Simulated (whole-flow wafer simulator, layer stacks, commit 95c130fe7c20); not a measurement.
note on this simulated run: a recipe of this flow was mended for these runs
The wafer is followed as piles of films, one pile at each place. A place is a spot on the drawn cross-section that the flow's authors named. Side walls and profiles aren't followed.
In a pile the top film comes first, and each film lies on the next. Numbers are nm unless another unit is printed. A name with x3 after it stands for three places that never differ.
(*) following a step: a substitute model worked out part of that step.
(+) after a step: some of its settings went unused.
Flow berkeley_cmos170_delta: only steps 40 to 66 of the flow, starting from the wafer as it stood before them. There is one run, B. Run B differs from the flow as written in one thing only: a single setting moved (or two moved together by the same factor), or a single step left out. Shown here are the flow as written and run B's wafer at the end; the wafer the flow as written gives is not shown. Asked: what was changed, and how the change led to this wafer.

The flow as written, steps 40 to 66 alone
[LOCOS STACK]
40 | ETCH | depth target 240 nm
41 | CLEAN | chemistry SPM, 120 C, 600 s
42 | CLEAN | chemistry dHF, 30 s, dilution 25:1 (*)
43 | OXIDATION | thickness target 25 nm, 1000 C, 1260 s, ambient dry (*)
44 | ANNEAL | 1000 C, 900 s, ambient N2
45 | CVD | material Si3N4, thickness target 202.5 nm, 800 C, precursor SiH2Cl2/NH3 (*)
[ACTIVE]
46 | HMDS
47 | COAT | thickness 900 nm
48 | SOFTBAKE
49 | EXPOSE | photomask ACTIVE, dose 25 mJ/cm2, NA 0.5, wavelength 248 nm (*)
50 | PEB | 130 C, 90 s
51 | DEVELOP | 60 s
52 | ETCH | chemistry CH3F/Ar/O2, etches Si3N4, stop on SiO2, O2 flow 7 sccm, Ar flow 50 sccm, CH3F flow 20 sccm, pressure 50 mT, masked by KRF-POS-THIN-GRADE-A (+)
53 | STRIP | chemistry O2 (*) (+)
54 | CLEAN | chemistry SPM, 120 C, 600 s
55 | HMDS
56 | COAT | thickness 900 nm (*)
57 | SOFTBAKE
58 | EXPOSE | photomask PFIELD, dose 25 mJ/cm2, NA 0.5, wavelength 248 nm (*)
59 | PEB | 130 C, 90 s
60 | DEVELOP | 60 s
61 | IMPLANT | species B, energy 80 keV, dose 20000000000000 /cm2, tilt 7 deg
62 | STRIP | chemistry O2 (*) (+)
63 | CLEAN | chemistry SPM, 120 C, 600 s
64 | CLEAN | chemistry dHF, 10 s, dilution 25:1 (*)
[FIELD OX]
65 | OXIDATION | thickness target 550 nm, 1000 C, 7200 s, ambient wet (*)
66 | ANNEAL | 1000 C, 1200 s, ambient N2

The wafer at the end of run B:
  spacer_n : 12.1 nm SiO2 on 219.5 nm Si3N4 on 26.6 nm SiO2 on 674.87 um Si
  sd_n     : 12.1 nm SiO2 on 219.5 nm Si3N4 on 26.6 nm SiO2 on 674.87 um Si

The reason: step 45, CVD: thickness target 226.8 nm was run, while the flow as written has thickness target 202.5 nm.

Step by step, how the change led to this:
  45 | CVD | material Si3N4, thickness target 202.5 nm, 800 C, precursor SiH2Cl2/NH3 (*)
      field, sd_n, spacer_n and 6 more: +226.8 Si3N4 (new film) (as written it would have been: +202.5 Si3N4 (new film))
  52 | ETCH | chemistry CH3F/Ar/O2, etches Si3N4, stop on SiO2, O2 flow 7 sccm, Ar flow 50 sccm, CH3F flow 20 sccm, pressure 50 mT, masked by KRF-POS-THIN-GRADE-A (+)
      sd_n, spacer_n, gate, sd_p, spacer_p, gate_p, contact, m1: -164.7 KrF-resist (as written it would have been: -148.5 KrF-resist)
      field: -226.8 Si3N4 (all of it), -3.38 SiO2 (as written it would have been: -202.5 Si3N4 (all of it), -3.38 SiO2)
  53 | STRIP | chemistry O2 (*) (+)
      sd_n, spacer_n, gate, sd_p, spacer_p, gate_p, contact, m1: -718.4 KrF-resist (all of it) (as written it would have been: -734.6 KrF-resist (all of it))
  65 | OXIDATION | thickness target 550 nm, 1000 C, 7200 s, ambient wet (*)
      sd_n, sd_p: +12.1 SiO2 (new film), -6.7 Si3N4 (as written it would have been: +12.1 SiO2 (new film), -6.7 Si3N4, +0.15 SiO2, -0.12 Si)
